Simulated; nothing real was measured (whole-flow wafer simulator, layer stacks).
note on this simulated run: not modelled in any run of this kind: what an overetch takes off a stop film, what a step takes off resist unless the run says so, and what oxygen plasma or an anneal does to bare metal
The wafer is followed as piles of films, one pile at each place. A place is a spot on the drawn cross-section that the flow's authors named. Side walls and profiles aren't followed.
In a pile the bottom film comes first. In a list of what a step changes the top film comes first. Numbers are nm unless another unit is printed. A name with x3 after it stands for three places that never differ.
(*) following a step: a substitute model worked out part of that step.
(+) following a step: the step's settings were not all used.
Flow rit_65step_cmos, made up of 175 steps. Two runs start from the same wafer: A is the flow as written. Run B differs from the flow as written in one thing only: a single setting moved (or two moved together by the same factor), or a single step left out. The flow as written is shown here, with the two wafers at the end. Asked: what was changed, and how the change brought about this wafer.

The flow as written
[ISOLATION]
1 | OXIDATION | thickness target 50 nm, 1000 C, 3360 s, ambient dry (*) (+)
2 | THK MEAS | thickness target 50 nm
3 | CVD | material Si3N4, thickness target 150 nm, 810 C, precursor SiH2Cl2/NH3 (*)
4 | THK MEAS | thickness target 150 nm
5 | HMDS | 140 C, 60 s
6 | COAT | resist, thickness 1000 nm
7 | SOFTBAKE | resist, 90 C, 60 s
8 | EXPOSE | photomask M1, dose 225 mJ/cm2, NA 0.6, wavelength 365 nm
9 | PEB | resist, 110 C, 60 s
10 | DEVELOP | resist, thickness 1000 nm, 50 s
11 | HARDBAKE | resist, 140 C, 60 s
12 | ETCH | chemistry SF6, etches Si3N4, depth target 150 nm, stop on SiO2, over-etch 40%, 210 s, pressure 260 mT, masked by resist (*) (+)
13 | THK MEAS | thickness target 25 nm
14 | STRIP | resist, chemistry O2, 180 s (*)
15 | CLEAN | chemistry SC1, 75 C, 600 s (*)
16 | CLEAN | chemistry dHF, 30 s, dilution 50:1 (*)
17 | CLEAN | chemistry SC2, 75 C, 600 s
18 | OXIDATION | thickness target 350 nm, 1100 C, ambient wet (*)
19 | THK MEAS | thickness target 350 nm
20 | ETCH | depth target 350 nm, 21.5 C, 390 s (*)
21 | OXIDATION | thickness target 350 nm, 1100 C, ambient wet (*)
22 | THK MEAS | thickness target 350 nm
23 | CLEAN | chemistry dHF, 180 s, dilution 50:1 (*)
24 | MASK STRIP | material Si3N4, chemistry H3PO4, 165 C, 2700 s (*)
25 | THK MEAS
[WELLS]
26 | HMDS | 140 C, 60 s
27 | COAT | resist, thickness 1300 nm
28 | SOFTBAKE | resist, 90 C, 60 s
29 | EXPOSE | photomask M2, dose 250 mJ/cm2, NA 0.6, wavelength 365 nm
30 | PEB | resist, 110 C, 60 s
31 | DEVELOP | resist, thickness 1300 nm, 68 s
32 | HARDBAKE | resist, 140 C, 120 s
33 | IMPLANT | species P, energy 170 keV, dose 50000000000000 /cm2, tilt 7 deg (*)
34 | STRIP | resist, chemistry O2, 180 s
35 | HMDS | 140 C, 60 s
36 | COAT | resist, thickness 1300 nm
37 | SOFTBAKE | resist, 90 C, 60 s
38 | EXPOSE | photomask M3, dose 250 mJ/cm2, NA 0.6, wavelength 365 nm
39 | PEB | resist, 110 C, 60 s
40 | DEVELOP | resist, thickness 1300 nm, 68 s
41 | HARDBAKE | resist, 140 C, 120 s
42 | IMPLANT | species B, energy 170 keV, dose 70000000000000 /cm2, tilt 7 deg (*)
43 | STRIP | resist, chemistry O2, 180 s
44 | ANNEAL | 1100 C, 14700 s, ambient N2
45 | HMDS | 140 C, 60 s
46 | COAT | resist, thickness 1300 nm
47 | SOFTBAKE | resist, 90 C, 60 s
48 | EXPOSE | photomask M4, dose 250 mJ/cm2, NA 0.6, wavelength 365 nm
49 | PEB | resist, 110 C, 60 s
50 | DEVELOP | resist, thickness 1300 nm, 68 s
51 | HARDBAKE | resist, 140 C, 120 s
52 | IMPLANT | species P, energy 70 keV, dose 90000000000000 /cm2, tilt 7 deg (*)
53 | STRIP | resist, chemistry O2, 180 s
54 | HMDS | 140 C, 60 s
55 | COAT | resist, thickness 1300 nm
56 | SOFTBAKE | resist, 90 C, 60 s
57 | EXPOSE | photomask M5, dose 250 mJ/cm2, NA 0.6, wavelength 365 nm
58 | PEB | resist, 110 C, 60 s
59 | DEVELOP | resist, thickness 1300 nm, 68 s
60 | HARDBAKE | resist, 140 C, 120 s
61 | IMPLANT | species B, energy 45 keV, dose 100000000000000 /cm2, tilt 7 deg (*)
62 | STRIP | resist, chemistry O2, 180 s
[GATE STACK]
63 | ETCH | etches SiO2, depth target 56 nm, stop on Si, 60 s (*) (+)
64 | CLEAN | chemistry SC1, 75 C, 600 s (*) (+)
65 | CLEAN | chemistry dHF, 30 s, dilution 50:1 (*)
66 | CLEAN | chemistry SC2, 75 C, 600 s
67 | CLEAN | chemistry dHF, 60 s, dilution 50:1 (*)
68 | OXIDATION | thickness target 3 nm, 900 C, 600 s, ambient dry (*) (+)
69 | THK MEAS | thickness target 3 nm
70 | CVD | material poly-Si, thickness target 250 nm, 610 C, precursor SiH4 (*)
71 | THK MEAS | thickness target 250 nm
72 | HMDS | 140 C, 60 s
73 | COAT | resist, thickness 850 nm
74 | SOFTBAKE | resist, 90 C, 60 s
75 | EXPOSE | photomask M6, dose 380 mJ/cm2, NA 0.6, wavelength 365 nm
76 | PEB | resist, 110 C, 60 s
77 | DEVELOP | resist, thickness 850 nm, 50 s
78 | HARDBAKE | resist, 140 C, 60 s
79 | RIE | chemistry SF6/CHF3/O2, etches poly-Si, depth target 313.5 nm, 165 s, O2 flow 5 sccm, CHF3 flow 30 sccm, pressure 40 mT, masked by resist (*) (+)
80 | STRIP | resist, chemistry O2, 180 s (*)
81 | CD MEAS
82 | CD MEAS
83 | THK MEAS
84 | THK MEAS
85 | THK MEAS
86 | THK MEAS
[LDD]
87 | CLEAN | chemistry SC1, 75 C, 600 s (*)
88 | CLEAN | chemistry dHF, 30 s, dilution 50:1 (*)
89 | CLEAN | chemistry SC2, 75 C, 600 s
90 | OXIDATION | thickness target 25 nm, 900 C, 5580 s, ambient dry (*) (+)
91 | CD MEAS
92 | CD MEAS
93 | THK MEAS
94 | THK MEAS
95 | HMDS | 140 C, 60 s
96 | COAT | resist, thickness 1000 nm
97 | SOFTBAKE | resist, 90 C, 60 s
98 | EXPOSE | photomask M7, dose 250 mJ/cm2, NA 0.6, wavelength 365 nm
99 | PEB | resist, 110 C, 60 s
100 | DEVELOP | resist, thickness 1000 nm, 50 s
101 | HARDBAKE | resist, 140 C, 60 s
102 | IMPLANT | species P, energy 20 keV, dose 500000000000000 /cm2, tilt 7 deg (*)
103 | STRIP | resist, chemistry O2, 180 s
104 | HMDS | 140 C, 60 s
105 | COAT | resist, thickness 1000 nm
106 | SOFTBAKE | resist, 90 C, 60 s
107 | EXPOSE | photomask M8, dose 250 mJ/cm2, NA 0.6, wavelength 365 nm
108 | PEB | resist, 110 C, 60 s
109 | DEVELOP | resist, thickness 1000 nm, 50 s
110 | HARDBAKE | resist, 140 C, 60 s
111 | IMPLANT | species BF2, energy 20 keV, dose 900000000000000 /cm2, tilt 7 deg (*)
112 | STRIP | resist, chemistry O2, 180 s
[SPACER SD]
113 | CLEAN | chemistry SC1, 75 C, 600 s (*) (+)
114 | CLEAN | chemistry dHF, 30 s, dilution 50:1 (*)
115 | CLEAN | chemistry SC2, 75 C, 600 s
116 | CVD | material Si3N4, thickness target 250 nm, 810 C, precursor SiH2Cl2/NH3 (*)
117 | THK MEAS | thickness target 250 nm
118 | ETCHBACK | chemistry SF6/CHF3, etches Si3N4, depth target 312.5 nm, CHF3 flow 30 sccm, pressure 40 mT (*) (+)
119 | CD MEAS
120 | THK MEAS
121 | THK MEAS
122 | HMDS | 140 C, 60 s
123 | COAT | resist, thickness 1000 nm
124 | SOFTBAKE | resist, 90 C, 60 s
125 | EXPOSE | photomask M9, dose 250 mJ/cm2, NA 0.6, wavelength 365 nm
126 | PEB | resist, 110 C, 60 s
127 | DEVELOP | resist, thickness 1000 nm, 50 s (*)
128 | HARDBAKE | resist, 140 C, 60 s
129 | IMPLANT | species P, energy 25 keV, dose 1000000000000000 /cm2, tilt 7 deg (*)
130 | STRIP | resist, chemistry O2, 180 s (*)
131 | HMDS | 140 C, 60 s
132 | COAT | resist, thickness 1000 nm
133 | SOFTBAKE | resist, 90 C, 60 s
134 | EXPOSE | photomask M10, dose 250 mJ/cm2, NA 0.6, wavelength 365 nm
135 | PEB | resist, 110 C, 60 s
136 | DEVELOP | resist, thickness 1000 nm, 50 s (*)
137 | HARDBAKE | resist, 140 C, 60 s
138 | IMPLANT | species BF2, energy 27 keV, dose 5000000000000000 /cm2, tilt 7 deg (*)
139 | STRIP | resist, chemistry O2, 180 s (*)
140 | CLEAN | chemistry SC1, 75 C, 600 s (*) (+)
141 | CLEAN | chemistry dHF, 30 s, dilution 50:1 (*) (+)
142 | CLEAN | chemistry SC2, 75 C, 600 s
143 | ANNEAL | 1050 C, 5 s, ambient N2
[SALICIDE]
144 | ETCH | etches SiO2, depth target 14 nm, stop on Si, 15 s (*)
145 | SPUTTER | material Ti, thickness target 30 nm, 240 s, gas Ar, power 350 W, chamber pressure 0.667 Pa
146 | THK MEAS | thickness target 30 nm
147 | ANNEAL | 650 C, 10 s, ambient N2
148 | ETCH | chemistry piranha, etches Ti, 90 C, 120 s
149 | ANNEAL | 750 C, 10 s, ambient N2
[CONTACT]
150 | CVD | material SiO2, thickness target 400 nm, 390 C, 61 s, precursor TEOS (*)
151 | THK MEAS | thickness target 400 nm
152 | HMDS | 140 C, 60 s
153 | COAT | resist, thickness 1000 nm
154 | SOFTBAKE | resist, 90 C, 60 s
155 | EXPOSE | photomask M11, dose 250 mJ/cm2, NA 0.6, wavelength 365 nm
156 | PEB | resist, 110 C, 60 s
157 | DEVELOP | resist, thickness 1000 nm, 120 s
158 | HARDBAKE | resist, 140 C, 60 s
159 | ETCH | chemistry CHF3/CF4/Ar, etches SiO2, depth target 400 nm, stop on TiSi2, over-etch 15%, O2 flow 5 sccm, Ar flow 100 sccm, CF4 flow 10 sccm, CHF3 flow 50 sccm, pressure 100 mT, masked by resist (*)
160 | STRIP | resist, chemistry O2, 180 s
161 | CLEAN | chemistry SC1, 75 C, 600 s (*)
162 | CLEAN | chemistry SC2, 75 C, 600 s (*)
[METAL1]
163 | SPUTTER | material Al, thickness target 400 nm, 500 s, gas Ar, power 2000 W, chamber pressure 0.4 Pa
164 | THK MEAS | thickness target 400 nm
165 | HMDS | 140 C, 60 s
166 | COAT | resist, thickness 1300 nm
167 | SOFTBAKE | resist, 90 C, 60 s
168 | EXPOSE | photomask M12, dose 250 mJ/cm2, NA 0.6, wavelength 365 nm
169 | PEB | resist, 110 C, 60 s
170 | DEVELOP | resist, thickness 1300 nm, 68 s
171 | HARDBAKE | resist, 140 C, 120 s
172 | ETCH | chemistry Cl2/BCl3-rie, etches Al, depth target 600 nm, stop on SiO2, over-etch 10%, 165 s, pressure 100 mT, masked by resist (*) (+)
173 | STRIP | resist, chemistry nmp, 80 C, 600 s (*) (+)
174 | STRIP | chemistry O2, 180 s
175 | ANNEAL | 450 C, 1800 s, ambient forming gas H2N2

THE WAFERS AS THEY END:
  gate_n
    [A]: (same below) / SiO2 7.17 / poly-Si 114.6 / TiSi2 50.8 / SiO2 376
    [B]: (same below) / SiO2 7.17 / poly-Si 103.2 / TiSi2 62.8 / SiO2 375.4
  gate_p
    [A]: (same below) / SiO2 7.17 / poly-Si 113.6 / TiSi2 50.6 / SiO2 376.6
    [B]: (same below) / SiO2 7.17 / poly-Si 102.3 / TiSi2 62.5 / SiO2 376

The reason: step 145, SPUTTER: thickness target 37 nm was run, whereas the flow has thickness target 30 nm.

The path from the change to this, step by step:
  145 | SPUTTER | material Ti, thickness target 30 nm, 240 s, gas Ar, power 350 W, chamber pressure 0.667 Pa
      field, field_pw, field_nw, field_p, spacer, spacer_p: A Ti gains 30 (new film) | B Ti gains 37 (new film)
      gate_n: A Ti gains 27.3 (new film) | B Ti gains 33.7 (new film)
      (and at 1 other place as well)
  147 | ANNEAL | 650 C, 10 s, ambient N2
      gate_n: A Ti loses 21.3, TiSi first gains 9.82 (new film), TiSi2 C49 gains 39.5 (new film), poly-Si loses 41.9 | B Ti loses 26.3, TiSi first gains 24.5 (new film), TiSi2 C49 gains 30.5 (new film), poly-Si loses 43.6
      gate_p: A Ti loses 21.2, TiSi first gains 9.56 (new film), TiSi2 C49 gains 39.6 (new film), poly-Si loses 41.9 | B Ti loses 26.2, TiSi first gains 24.1 (new film), TiSi2 C49 gains 30.8 (new film), poly-Si loses 43.6
  148 | ETCH | chemistry piranha, etches Ti, 90 C, 120 s
      field, field_pw, field_nw, field_p, spacer, spacer_p: A Ti loses 30 (all of it) | B Ti loses 37 (all of it)
      gate_n: A Ti loses 6 (all of it), TiSi first loses 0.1 | B Ti loses 7.42 (all of it), TiSi first loses 0.1
      (and at 1 other place as well)
  149 | ANNEAL | 750 C, 10 s, ambient N2
      gate_n: A TiSi2 gains 50.8 (new film), TiSi first loses 9.72 (all of it), TiSi2 C49 loses 39.5 (all of it), poly-Si loses 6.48 | B TiSi2 gains 62.8 (new film), TiSi first loses 24.4 (all of it), TiSi2 C49 loses 30.5 (all of it), poly-Si loses 16.2
      gate_p: A TiSi2 gains 50.6 (new film), TiSi first loses 9.46 (all of it), TiSi2 C49 loses 39.6 (all of it), poly-Si loses 6.31 | B TiSi2 gains 62.5 (new film), TiSi first loses 24 (all of it), TiSi2 C49 loses 30.8 (all of it), poly-Si loses 16
